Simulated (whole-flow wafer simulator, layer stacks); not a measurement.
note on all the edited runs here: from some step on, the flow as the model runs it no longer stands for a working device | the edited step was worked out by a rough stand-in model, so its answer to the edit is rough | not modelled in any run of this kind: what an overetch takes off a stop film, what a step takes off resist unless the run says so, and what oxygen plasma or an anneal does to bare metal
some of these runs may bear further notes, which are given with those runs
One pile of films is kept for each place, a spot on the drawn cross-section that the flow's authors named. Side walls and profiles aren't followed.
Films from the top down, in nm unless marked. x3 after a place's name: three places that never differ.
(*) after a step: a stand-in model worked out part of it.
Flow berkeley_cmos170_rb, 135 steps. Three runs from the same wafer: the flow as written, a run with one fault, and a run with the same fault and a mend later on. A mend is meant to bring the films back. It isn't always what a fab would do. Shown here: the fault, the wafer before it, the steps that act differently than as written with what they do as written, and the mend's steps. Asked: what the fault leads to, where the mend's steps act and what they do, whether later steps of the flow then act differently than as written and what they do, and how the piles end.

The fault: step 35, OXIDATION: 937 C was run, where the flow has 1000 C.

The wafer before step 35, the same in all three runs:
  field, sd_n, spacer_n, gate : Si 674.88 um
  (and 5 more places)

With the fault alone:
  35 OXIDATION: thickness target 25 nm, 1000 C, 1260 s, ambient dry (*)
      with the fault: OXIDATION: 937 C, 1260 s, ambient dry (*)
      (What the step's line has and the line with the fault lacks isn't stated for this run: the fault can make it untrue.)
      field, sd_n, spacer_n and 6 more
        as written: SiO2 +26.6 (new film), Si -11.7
        with the fault: SiO2 +14.1 (new film), Si -6.22
  Later steps of the flow that act differently than as written (32 more steps differ only slightly, by at most 2% or 0.5 nm, whichever is larger, and aren't shown):
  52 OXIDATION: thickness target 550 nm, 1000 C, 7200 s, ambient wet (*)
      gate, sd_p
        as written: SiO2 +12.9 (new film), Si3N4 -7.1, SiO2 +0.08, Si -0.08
        with the fault: SiO2 +12.9 (new film), Si3N4 -7.1
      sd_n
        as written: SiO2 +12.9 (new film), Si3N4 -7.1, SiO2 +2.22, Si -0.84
        with the fault: SiO2 +12.9 (new film), Si3N4 -7.1
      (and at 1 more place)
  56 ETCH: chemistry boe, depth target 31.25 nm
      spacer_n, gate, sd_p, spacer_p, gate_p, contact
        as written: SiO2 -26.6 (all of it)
        with the fault: SiO2 -14.1 (all of it)
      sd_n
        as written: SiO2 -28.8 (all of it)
        with the fault: SiO2 -14.1 (all of it)
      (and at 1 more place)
  At the end the piles differ from the flow's only slightly at the places that both follow, by at most 2% or 0.5 nm, whichever is larger.

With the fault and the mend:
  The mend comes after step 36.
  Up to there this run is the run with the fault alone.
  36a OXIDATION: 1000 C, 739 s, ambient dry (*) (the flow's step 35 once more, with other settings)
      field, sd_n, spacer_n and 6 more
        SiO2 +12.4, Si -5.47
  No later step of the flow acts differently than as written, at any place that is followed, by more than 2% or 0.5 nm, whichever is larger.
  At the end the piles are the same as the flow's at every place that both follow.
